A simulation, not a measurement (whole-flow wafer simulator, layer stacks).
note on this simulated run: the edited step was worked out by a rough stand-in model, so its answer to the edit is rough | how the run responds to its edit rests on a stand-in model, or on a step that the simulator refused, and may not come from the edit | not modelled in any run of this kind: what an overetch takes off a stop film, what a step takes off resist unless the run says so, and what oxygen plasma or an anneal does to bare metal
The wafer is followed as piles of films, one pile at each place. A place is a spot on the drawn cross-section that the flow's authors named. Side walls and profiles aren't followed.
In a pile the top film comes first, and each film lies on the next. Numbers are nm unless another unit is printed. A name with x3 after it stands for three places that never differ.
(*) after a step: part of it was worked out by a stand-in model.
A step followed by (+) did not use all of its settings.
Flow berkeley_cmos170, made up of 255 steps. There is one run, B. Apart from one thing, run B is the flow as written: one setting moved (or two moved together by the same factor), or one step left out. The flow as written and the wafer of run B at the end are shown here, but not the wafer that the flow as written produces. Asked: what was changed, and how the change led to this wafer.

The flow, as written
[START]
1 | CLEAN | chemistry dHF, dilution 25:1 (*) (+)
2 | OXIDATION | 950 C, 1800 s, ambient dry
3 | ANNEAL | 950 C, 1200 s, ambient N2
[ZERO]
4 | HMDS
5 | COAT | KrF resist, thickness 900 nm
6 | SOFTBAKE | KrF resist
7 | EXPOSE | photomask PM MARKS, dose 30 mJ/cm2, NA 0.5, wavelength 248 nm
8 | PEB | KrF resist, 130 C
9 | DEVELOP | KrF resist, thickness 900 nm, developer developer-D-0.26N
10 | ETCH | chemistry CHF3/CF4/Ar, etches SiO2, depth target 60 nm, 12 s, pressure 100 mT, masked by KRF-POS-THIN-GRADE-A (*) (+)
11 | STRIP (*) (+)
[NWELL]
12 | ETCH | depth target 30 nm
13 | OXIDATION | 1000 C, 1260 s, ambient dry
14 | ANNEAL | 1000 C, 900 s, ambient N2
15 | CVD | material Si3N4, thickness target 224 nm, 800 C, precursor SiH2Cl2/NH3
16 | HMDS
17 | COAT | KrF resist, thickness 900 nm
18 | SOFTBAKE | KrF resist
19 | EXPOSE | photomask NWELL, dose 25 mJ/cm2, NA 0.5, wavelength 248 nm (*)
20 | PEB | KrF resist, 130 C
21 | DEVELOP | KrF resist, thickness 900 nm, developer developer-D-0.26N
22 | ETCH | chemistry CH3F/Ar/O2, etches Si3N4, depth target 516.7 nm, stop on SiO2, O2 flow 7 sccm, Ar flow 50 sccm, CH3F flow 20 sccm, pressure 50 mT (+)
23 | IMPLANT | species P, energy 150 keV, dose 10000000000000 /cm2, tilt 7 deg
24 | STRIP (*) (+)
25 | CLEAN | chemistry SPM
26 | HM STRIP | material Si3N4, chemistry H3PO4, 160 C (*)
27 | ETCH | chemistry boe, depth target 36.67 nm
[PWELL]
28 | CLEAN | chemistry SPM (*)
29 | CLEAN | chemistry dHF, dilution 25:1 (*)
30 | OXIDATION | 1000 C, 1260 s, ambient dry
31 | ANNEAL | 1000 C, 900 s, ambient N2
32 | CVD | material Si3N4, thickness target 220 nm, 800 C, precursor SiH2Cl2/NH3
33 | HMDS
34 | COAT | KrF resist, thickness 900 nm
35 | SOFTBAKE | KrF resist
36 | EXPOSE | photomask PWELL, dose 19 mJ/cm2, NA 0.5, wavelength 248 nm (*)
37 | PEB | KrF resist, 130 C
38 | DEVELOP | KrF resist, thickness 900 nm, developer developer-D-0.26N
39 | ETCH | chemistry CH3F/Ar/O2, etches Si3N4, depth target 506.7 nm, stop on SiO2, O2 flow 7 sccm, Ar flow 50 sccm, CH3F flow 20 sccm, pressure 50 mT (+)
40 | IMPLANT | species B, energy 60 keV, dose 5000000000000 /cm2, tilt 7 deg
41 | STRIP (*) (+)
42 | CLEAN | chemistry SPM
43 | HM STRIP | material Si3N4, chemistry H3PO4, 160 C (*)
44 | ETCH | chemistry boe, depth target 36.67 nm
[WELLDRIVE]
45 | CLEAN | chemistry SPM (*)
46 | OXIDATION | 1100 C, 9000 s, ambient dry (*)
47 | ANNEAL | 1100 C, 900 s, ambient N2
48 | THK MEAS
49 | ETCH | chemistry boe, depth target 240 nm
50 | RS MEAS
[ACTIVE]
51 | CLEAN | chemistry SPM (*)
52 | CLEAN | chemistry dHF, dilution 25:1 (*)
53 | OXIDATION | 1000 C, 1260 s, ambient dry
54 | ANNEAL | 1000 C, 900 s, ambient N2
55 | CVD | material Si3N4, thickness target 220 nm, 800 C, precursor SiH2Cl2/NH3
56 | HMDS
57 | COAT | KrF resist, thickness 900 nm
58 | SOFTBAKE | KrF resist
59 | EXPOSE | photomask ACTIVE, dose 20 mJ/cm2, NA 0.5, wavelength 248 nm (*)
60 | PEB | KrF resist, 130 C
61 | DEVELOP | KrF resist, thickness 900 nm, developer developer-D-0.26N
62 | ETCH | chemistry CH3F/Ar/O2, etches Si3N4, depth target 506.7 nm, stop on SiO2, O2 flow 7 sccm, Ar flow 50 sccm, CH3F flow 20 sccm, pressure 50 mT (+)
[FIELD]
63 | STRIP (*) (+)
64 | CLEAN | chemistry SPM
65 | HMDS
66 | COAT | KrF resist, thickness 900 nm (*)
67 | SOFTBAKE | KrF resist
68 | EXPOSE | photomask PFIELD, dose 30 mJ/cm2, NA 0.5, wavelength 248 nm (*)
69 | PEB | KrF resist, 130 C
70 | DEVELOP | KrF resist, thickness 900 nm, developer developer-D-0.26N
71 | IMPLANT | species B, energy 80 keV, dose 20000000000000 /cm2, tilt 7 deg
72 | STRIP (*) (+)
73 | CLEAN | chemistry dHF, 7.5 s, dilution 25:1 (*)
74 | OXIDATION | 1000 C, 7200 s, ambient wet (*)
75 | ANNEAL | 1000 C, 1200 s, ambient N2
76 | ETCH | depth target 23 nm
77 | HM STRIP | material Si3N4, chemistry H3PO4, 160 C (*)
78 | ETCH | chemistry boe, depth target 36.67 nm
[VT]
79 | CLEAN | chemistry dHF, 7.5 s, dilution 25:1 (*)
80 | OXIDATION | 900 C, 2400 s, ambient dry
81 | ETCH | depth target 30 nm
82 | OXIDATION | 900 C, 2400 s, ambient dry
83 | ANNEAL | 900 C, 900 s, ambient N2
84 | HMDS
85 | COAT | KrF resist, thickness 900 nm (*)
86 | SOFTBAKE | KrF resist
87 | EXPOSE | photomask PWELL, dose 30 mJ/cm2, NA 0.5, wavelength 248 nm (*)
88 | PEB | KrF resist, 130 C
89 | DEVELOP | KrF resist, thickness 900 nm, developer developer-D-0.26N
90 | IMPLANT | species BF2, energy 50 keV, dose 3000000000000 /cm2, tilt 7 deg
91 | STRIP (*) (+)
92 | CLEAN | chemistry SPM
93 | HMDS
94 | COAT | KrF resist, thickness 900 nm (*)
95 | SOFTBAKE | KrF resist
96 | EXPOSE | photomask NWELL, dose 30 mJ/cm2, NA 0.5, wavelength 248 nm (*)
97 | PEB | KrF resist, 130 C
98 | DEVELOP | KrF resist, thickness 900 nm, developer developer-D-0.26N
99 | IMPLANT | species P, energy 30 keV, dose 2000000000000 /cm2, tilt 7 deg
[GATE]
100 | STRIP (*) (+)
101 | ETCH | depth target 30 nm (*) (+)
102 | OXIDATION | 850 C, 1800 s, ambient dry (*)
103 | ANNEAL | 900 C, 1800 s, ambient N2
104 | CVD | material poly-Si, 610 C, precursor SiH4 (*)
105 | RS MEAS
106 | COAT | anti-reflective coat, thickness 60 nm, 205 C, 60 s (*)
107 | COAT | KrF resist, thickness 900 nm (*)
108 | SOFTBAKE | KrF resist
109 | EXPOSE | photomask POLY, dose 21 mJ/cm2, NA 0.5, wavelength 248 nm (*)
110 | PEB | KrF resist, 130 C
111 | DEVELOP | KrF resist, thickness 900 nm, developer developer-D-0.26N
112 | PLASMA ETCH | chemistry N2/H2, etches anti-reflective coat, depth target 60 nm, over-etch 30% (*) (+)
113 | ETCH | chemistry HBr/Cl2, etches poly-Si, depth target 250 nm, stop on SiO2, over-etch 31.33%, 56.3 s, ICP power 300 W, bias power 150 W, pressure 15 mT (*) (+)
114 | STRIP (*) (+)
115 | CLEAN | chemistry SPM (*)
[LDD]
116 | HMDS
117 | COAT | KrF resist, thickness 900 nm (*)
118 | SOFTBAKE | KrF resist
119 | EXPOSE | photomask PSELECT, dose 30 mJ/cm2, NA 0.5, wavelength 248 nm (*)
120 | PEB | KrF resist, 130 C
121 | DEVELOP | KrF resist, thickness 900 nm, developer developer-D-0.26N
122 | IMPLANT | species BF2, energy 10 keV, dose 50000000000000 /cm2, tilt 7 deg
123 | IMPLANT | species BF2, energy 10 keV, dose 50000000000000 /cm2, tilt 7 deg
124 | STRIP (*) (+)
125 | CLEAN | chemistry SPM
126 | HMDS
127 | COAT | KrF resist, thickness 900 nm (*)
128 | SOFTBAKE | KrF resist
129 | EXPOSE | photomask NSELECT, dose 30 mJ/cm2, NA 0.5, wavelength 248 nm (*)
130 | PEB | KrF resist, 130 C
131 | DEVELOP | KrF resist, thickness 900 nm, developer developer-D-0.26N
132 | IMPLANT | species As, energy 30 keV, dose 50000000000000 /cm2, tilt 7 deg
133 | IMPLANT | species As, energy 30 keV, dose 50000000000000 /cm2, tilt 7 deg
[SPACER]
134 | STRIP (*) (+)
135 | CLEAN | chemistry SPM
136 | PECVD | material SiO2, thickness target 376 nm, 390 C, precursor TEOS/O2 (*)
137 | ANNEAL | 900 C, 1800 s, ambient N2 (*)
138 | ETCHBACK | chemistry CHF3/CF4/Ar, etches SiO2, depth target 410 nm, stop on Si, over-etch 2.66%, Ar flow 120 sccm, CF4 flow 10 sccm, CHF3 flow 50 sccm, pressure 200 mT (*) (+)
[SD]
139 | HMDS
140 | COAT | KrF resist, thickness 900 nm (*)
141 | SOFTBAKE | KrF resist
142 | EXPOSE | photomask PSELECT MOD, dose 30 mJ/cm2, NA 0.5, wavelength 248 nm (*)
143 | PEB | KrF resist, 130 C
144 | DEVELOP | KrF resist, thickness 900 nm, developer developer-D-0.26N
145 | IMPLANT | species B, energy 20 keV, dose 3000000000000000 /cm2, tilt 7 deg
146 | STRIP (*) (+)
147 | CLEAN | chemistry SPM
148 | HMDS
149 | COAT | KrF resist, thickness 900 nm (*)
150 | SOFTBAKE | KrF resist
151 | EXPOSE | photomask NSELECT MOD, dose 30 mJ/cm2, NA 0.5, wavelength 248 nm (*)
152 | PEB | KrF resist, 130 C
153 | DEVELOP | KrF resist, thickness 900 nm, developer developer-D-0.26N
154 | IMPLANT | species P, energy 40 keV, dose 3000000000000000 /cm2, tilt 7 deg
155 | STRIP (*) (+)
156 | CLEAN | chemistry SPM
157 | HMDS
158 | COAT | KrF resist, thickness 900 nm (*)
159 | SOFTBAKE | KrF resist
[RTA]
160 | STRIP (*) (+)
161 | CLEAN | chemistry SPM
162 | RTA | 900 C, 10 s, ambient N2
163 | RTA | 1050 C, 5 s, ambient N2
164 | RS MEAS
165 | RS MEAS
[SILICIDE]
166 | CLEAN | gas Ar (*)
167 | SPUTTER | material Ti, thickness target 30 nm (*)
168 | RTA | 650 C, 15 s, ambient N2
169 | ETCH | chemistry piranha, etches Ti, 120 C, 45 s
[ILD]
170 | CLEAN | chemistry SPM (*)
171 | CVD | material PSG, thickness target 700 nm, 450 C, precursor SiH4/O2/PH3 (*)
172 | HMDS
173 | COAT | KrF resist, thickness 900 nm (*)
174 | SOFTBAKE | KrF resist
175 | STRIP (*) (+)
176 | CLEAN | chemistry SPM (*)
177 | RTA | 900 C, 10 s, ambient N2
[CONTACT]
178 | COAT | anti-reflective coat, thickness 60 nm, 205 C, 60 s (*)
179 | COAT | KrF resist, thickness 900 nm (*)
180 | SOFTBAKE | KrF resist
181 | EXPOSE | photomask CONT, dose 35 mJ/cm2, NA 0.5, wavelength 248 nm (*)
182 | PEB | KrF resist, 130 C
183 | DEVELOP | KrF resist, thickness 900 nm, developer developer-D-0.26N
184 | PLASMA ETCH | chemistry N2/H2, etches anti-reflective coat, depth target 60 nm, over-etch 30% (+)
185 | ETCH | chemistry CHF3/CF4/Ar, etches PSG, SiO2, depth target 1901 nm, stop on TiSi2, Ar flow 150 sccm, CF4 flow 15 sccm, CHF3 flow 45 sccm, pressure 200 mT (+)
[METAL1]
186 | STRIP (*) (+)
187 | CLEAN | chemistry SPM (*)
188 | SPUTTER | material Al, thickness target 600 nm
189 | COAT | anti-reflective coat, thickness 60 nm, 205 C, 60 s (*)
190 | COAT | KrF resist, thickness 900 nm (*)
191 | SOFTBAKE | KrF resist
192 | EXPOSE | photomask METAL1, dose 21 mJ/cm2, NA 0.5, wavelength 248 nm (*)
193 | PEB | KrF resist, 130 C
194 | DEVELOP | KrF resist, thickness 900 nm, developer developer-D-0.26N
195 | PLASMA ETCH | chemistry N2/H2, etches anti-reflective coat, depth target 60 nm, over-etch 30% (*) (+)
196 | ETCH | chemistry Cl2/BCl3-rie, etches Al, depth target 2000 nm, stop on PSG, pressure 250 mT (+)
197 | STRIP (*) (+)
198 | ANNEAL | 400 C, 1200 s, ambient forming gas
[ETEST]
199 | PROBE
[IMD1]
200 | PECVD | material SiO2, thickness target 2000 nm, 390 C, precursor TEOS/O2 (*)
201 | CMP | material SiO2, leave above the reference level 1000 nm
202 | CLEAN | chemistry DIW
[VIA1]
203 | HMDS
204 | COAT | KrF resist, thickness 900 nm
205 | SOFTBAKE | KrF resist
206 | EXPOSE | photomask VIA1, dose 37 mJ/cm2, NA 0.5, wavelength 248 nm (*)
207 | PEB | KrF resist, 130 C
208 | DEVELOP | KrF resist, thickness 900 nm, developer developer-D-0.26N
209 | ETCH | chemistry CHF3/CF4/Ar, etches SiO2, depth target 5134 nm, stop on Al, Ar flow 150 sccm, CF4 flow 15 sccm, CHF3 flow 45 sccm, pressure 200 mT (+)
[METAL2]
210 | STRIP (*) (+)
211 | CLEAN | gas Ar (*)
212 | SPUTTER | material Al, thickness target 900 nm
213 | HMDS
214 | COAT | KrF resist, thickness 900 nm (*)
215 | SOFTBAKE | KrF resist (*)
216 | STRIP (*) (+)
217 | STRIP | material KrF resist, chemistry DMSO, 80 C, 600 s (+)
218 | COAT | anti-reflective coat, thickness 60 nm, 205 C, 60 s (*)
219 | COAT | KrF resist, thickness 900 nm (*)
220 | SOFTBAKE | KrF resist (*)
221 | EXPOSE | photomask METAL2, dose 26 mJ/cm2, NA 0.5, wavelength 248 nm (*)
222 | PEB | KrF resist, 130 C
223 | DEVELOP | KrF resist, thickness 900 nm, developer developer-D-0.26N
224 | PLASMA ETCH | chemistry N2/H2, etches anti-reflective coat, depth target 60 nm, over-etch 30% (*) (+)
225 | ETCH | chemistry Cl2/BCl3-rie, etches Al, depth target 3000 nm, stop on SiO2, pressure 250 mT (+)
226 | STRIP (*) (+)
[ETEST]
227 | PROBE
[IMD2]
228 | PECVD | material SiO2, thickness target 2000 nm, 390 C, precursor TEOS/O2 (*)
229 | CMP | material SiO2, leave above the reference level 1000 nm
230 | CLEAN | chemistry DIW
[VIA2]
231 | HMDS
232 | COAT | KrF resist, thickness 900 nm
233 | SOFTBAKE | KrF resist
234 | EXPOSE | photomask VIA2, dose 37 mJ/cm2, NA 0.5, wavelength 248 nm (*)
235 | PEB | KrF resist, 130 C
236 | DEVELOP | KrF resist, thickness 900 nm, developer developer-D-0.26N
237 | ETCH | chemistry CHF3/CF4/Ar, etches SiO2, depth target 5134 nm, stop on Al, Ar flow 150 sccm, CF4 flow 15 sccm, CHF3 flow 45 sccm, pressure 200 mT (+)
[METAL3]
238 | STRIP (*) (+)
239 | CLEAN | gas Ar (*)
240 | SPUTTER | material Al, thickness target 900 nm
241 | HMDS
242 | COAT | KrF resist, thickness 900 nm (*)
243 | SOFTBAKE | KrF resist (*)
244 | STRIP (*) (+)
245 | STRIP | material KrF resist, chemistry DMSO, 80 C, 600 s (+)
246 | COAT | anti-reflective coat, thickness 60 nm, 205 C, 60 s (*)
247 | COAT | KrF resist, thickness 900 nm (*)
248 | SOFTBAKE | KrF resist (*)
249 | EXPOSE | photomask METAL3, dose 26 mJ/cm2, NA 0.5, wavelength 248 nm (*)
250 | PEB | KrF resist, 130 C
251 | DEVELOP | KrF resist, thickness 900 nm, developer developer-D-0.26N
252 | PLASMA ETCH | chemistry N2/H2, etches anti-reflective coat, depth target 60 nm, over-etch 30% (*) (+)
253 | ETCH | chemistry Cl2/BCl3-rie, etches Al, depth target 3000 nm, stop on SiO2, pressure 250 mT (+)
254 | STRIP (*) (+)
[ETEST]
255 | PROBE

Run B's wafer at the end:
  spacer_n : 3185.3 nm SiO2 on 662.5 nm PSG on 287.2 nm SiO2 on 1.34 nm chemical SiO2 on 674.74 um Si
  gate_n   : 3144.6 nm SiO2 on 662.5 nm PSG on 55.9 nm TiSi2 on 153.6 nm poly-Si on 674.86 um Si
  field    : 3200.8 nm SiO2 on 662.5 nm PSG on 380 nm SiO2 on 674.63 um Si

What caused this: step 102, OXIDATION: 680 C was run, whereas the flow has 850 C.

The path from the change to this, step by step:
  102 | OXIDATION | 850 C, 1800 s, ambient dry (*)
      sd_n, spacer_n, gate_n and 8 more: nothing (it would be, as written: +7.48 SiO2 (new film), -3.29 Si)
      field: nothing (it would be, as written: +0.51 SiO2, -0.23 Si)
  106 | COAT | anti-reflective coat, thickness 60 nm, 205 C, 60 s (*)
      spacer_n: +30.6 anti-reflective coat (new film) (it would be, as written: +31.5 anti-reflective coat (new film))
      gate_n: +26.4 anti-reflective coat (new film) (it would be, as written: +27.3 anti-reflective coat (new film))
      (also at 2 further places)
  112 | PLASMA ETCH | chemistry N2/H2, etches anti-reflective coat, depth target 60 nm, over-etch 30% (*) (+)
      spacer_n: -30.6 anti-reflective coat (all of it), -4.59 poly-Si (it would be, as written: -31.5 anti-reflective coat (all of it), -4.48 poly-Si)
      spacer_p: -31.4 anti-reflective coat (all of it), -4.56 poly-Si (it would be, as written: -32.1 anti-reflective coat (all of it), -4.46 poly-Si)
  113 | ETCH | chemistry HBr/Cl2, etches poly-Si, depth target 250 nm, stop on SiO2, over-etch 31.33%, 56.3 s, ICP power 300 W, bias power 150 W, pressure 15 mT (*) (+)
      spacer_n, spacer_p: -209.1 poly-Si (all of it), -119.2 Si (it would be, as written: -209.2 poly-Si (all of it), -0.6 SiO2)
      contact, via1: -210 poly-Si (all of it), -118.3 Si (it would be, as written: -210.1 poly-Si (all of it), -0.59 SiO2)
      (also at 5 further places)
  114 | STRIP (*) (+)
      sd_n, spacer_n, sd_p and 6 more: +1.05 chemical SiO2 (new film), -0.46 Si (it would be, as written: nothing)
      gate_n: +0.8 chemical SiO2 (new film), -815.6 KrF resist (all of it), -26.4 anti-reflective coat (all of it), -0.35 poly-Si (it would be, as written: +0.8 chemical SiO2 (new film), -812.6 KrF resist (all of it), -27.3 anti-reflective coat (all of it), -0.35 poly-Si)
      (also at 1 further place)
  117 | COAT | KrF resist, thickness 900 nm (*)
      field: +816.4 KrF resist (new film) (it would be, as written: +846.6 KrF resist (new film))
      sd_n: +1059.5 KrF resist (new film) (it would be, as written: +1000.9 KrF resist (new film))
      (also at 10 further places)
  121 | DEVELOP | KrF resist, thickness 900 nm, developer developer-D-0.26N
      sd_p: -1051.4 KrF resist (all of it) (it would be, as written: -995.7 KrF resist (all of it))
      spacer_p: -1045.6 KrF resist (all of it) (it would be, as written: -991.3 KrF resist (all of it))
      (also at 1 further place)
  124 | STRIP (*) (+)
      sd_n: -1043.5 KrF resist (all of it), +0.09 chemical SiO2 (it would be, as written: -985.1 KrF resist (all of it))
      spacer_n: -1039.1 KrF resist (all of it), +0.09 chemical SiO2 (it would be, as written: -981.7 KrF resist (all of it))
      (also at 7 further places)
  127 | COAT | KrF resist, thickness 900 nm (*)
      field: +816.3 KrF resist (new film) (it would be, as written: +846.7 KrF resist (new film))
      sd_n: +1059.5 KrF resist (new film) (it would be, as written: +1000.9 KrF resist (new film))
      (also at 10 further places)
  131 | DEVELOP | KrF resist, thickness 900 nm, developer developer-D-0.26N
      sd_n: -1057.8 KrF resist (all of it) (it would be, as written: -999.3 KrF resist (all of it))
      spacer_n: -1053.2 KrF resist (all of it) (it would be, as written: -996.2 KrF resist (all of it))
      (also at 2 further places)
  134 | STRIP (*) (+)
      sd_p: -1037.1 KrF resist (all of it), +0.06 chemical SiO2 (it would be, as written: -981.5 KrF resist (all of it))
      spacer_p: -1031.2 KrF resist (all of it), +0.06 chemical SiO2 (it would be, as written: -977.4 KrF resist (all of it))
      (also at 6 further places)
  136 | PECVD | material SiO2, thickness target 376 nm, 390 C, precursor TEOS/O2 (*)
      sd_n, spacer_n, sd_p and 6 more: +376 SiO2 (new film) (it would be, as written: +376 SiO2)
  138 | ETCHBACK | chemistry CHF3/CF4/Ar, etches SiO2, depth target 410 nm, stop on Si, over-etch 2.66%, Ar flow 120 sccm, CF4 flow 10 sccm, CHF3 flow 50 sccm, pressure 200 mT (*) (+)
      m1, via1, m2, via2: -359.1 SiO2 (all of it), -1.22 chemical SiO2 (all of it) (it would be, as written: -366 SiO2 (all of it))
      sd_n, sd_p, contact: -359.1 SiO2 (all of it), -1.34 chemical SiO2 (all of it) (it would be, as written: -366 SiO2 (all of it))
      (also at 2 further places)
  140 | COAT | KrF resist, thickness 900 nm (*)
      field: +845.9 KrF resist (new film) (it would be, as written: +866.5 KrF resist (new film))
      sd_n: +1049.2 KrF resist (new film) (it would be, as written: +985.6 KrF resist (new film))
      (also at 10 further places)
  144 | DEVELOP | KrF resist, thickness 900 nm, developer developer-D-0.26N
      sd_p: -1054 KrF resist (all of it) (it would be, as written: -990.7 KrF resist (all of it))
      spacer_p: -773.7 KrF resist (all of it) (it would be, as written: -817.6 KrF resist (all of it))
      (also at 1 further place)
  146 | STRIP (*) (+)
      field: -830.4 KrF resist (all of it) (it would be, as written: -850.9 KrF resist (all of it))
      sd_n: +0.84 chemical SiO2 (new film), -1033.3 KrF resist (all of it), -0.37 Si (it would be, as written: +0.83 chemical SiO2 (new film), -969.8 KrF resist (all of it), -0.36 Si)
      (also at 7 further places)
  ... 19 other steps ...
  201 | CMP | material SiO2, leave above the reference level 1000 nm
      spacer_n, spacer_p: -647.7 SiO2 (it would be, as written: -536.3 SiO2)
      gate_n, gate_p: -688.4 SiO2 (it would be, as written: -577.1 SiO2)
      (also at 4 further places)
